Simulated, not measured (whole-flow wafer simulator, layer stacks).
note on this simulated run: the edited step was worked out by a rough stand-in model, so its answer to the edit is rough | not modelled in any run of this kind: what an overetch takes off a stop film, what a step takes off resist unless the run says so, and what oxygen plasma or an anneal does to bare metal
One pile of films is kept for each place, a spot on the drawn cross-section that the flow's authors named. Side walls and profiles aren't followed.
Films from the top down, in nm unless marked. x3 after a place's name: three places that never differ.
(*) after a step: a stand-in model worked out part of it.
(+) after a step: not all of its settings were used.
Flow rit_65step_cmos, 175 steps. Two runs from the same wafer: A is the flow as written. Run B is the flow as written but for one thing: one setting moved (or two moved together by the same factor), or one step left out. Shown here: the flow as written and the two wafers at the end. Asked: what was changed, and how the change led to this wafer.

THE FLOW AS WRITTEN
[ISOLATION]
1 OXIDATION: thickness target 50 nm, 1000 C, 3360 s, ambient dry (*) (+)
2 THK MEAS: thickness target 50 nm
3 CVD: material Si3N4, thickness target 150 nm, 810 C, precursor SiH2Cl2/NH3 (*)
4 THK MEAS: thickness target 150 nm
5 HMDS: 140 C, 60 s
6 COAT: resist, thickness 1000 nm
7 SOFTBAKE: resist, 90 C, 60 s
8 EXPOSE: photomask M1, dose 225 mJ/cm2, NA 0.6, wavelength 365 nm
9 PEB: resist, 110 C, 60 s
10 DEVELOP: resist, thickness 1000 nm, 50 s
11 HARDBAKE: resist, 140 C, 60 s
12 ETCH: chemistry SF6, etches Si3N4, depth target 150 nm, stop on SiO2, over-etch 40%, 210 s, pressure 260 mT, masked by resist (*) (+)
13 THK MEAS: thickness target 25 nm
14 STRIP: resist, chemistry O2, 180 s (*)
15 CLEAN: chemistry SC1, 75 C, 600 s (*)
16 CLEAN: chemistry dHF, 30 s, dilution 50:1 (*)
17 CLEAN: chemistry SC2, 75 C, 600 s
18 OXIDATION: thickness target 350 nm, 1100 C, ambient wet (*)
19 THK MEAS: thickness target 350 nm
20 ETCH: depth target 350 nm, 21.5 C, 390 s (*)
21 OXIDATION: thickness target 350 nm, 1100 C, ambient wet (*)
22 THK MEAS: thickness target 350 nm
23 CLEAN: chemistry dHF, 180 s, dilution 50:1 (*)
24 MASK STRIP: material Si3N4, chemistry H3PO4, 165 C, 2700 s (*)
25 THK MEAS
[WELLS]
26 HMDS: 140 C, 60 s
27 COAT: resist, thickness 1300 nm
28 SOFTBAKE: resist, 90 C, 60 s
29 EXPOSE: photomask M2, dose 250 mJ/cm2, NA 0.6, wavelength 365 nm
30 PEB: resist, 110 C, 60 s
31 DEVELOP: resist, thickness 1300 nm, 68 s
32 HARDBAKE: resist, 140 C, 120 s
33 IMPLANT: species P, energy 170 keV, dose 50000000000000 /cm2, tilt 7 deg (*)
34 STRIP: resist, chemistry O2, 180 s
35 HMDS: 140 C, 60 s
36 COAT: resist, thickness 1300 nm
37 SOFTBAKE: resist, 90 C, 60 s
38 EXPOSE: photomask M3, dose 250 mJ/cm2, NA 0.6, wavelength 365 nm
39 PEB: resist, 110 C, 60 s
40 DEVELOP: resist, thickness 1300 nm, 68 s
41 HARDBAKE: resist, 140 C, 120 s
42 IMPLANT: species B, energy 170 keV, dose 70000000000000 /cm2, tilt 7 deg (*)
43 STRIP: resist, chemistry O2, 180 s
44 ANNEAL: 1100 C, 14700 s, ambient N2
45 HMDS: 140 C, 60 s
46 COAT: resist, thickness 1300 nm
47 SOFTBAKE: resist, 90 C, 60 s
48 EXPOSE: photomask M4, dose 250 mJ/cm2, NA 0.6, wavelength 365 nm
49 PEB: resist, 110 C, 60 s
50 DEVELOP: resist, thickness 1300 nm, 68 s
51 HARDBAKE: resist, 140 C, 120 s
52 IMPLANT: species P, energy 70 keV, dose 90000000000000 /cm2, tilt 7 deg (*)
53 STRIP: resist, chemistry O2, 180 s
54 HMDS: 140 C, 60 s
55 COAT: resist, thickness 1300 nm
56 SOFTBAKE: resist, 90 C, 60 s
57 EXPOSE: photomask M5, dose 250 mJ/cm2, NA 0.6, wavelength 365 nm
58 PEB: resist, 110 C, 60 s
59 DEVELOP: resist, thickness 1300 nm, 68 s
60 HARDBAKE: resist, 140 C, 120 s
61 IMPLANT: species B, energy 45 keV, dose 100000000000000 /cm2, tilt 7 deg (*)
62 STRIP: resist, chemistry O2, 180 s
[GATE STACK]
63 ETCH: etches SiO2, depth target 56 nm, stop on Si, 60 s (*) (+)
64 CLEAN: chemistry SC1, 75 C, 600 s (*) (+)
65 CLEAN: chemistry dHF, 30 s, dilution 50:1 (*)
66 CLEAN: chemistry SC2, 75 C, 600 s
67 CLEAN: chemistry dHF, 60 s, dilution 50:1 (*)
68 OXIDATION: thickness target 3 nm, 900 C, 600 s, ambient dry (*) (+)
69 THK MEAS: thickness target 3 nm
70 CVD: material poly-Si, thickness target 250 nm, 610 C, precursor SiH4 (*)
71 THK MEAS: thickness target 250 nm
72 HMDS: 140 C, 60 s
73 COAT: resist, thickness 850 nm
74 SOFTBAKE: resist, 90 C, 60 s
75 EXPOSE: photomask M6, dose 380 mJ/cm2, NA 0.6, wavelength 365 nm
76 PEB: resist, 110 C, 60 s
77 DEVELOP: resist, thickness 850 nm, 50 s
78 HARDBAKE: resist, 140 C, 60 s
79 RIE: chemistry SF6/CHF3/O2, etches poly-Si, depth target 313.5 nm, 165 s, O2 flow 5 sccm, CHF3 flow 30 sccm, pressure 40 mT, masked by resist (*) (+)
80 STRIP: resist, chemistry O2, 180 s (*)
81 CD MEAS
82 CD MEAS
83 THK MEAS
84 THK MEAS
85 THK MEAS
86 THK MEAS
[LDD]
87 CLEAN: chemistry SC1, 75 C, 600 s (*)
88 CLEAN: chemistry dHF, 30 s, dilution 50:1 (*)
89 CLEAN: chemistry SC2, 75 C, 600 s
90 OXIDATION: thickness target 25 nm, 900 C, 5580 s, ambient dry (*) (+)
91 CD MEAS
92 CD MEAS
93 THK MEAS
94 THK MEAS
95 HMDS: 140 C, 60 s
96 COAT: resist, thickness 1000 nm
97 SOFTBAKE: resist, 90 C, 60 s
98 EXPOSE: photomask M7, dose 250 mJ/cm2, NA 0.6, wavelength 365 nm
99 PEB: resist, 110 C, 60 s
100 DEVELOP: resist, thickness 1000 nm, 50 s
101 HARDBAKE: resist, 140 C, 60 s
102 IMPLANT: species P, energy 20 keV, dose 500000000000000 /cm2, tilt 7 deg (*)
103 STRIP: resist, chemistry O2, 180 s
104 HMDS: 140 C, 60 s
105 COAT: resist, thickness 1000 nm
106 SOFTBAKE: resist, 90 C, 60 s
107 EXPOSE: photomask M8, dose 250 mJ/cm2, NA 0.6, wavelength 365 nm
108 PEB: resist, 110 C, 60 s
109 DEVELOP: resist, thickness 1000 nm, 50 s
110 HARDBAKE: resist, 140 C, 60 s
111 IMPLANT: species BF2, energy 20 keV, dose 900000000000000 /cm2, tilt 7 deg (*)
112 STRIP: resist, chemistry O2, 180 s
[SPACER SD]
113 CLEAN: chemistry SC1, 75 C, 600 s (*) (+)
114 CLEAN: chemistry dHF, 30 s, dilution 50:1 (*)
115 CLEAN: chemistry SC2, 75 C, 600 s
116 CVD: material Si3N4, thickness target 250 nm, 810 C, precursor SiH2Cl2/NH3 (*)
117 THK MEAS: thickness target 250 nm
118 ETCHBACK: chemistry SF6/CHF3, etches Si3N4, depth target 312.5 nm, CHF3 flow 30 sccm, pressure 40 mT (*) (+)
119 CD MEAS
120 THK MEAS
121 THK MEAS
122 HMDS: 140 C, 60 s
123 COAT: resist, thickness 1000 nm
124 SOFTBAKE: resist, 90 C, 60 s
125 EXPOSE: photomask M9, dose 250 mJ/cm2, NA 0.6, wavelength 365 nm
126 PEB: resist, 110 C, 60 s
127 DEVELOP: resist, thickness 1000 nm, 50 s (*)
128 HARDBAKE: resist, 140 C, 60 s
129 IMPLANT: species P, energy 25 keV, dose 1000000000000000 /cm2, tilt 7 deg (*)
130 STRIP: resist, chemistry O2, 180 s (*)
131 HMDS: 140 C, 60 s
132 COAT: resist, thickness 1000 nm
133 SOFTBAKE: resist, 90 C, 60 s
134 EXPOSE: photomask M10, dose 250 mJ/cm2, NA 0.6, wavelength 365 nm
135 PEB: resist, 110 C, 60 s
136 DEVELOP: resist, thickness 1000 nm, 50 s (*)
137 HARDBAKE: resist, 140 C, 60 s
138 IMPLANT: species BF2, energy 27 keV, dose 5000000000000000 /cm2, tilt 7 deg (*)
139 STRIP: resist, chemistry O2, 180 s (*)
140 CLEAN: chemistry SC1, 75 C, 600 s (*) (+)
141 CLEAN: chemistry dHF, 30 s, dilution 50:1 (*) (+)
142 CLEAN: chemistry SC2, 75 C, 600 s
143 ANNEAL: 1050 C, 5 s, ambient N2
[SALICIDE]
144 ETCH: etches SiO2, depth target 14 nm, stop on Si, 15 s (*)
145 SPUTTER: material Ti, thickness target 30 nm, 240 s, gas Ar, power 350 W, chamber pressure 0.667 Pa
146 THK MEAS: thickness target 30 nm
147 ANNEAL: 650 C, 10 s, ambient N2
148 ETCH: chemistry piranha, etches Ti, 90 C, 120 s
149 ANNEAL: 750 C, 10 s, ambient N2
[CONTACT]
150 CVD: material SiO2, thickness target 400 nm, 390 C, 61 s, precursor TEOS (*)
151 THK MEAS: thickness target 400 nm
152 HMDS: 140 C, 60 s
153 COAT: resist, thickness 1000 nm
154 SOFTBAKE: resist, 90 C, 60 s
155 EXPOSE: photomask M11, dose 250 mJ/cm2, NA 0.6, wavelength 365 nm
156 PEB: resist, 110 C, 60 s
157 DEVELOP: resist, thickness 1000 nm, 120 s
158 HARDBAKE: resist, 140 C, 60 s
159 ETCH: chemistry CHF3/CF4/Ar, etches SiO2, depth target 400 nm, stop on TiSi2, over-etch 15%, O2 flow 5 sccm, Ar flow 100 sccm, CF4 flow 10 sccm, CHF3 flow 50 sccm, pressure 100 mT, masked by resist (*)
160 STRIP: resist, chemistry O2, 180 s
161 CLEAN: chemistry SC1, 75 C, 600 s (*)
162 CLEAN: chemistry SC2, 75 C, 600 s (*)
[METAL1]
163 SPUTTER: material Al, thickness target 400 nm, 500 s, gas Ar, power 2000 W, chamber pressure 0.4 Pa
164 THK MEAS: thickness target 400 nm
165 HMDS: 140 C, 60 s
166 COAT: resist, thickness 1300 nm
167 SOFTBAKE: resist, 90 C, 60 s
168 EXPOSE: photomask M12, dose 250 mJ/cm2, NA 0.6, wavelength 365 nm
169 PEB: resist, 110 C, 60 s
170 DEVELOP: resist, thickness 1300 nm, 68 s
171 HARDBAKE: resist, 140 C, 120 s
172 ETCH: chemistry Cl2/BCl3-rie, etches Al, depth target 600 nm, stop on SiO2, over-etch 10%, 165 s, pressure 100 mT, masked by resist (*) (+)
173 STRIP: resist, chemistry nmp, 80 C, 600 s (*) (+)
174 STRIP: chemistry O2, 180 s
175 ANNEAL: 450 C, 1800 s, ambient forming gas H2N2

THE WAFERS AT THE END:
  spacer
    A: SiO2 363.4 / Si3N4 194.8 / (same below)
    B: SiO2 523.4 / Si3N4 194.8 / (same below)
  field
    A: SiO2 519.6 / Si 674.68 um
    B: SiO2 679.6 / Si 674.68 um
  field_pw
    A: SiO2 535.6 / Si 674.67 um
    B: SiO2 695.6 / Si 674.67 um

The cause: step 150, CVD: thickness target 560 nm was run, where the flow has thickness target 400 nm.

How the change led to this, step by step:
  150 CVD: material SiO2, thickness target 400 nm, 390 C, 61 s, precursor TEOS (*)
      field, field_pw, field_nw, field_p: A SiO2 +400 | B SiO2 +560
      spacer, spacer_p: A SiO2 +400 (new film) | B SiO2 +560 (new film)
      (and at 2 more places)
